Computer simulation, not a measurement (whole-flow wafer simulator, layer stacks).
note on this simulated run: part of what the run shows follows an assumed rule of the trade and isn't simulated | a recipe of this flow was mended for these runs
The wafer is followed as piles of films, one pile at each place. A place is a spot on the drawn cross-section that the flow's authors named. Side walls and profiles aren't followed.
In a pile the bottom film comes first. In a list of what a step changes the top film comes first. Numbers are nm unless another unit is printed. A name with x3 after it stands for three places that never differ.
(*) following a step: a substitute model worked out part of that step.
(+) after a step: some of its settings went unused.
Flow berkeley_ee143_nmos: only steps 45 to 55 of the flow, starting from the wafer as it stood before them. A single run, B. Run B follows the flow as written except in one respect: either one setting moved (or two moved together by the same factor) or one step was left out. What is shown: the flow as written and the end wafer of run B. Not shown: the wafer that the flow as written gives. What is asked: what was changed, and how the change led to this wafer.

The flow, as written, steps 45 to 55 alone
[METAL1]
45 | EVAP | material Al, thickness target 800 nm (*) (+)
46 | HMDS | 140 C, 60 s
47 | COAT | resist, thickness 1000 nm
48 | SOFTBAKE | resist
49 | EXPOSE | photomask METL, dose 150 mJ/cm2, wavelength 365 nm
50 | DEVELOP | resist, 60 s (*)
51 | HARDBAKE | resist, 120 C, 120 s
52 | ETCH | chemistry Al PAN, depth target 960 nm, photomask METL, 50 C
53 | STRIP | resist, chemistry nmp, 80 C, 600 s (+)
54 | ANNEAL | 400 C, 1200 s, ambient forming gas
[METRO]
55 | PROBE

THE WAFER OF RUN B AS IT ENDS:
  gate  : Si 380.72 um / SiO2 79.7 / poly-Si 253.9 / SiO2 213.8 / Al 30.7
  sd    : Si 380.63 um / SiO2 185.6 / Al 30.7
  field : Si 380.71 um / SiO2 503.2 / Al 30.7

What caused this: step 45, EVAP: thickness target 1004 nm was run, though the flow has thickness target 800 nm.

The path from the change to this, step by step:
  45 | EVAP | material Al, thickness target 800 nm (*) (+)
      gate, sd, contact, field: Al gains 1004 (new film) (in the flow as written it would be: Al gains 800 (new film))
  52 | ETCH | chemistry Al PAN, depth target 960 nm, photomask METL, 50 C
      gate, sd, field: Al loses 960 (in the flow as written it would be: Al loses 786.7 (all of it))
If metal films that touch count as one body, gate has 1 body; the flow as written gives 0 bodies.
If metal films that touch count as one body, sd has 1 body; the flow as written gives 0 bodies.
If metal films that touch count as one body, field has 1 body; the flow as written gives 0 bodies.
